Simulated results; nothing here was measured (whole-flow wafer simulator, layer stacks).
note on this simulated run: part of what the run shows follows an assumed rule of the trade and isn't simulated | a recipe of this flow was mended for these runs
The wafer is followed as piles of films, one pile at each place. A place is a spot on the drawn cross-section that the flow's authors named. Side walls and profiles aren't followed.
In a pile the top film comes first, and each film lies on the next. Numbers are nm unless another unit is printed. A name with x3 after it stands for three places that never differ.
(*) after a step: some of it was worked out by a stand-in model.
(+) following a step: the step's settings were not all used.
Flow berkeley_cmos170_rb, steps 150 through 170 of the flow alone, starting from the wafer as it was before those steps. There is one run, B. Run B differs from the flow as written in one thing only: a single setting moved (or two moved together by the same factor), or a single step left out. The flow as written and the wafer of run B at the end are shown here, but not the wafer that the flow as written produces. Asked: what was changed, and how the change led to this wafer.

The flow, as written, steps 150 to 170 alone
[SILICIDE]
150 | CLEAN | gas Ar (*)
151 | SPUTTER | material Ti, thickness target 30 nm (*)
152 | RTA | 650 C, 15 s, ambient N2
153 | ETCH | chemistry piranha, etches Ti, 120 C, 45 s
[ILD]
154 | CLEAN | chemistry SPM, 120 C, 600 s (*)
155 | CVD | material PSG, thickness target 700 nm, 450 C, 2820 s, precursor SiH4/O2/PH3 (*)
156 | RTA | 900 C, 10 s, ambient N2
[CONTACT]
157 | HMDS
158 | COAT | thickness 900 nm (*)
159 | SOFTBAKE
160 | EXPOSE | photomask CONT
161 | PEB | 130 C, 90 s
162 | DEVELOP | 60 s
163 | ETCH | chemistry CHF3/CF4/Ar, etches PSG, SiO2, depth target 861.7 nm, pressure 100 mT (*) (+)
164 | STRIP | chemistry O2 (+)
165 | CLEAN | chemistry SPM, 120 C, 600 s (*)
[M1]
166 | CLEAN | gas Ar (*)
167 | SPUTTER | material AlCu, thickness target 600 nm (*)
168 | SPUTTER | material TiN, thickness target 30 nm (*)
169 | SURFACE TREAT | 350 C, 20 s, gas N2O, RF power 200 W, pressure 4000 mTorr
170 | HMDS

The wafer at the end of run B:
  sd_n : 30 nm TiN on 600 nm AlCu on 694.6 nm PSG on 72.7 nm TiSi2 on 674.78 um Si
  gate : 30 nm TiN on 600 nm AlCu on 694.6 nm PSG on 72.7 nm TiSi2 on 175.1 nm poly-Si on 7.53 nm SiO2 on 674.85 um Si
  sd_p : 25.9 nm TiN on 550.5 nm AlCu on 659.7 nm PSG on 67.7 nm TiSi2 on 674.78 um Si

What caused this: step 151, SPUTTER: thickness target 39 nm was run, while the flow as written has thickness target 30 nm.

The path from the change to this, step by step:
  151 | SPUTTER | material Ti, thickness target 30 nm (*)
      field, sd_n, spacer_n, gate, spacer_p, gate_p, contact, m1: +39 Ti (new film) (it would be, as written: +30 Ti (new film))
      sd_p: +36.3 Ti (new film) (it would be, as written: +27.9 Ti (new film))
  152 | RTA | 650 C, 15 s, ambient N2
      sd_n, contact, m1: -30.4 Ti, +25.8 TiSi first (new film), +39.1 TiSi2 C49 (new film), -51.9 Si (it would be, as written: -23.4 Ti, +6.2 TiSi first (new film), +50.3 TiSi2 C49 (new film), -49 Si)
      gate, gate_p: -30.4 Ti, +25.8 TiSi first (new film), +39.1 TiSi2 C49 (new film), -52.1 poly-Si (it would be, as written: -23.4 Ti, +6.2 TiSi first (new film), +50.3 TiSi2 C49 (new film), -49.2 poly-Si)
      (as well as at 1 more place)
  153 | ETCH | chemistry piranha, etches Ti, 120 C, 45 s
      sd_n, gate, gate_p, contact, m1: -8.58 Ti (all of it), -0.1 TiSi first (it would be, as written: -6.6 Ti (all of it), -0.1 TiSi first)
      field, spacer_n, spacer_p: -39 Ti (all of it) (it would be, as written: -30 Ti (all of it))
      (as well as at 1 more place)
  156 | RTA | 900 C, 10 s, ambient N2
      sd_n, contact, m1: under 1 film: +72.7 TiSi2 (new film), -25.7 TiSi first (all of it), -39.1 TiSi2 C49 (all of it), -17 Si (it would be, as written: under 1 film: +55.9 TiSi2 (new film), -6.09 TiSi first (all of it), -50.3 TiSi2 C49 (all of it), -4.05 Si)
      gate, gate_p: under 1 film: +72.7 TiSi2 (new film), -25.7 TiSi first (all of it), -39.1 TiSi2 C49 (all of it), -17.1 poly-Si (it would be, as written: under 1 film: +55.9 TiSi2 (new film), -6.09 TiSi first (all of it), -50.3 TiSi2 C49 (all of it), -4.06 poly-Si)
      (as well as at 1 more place)
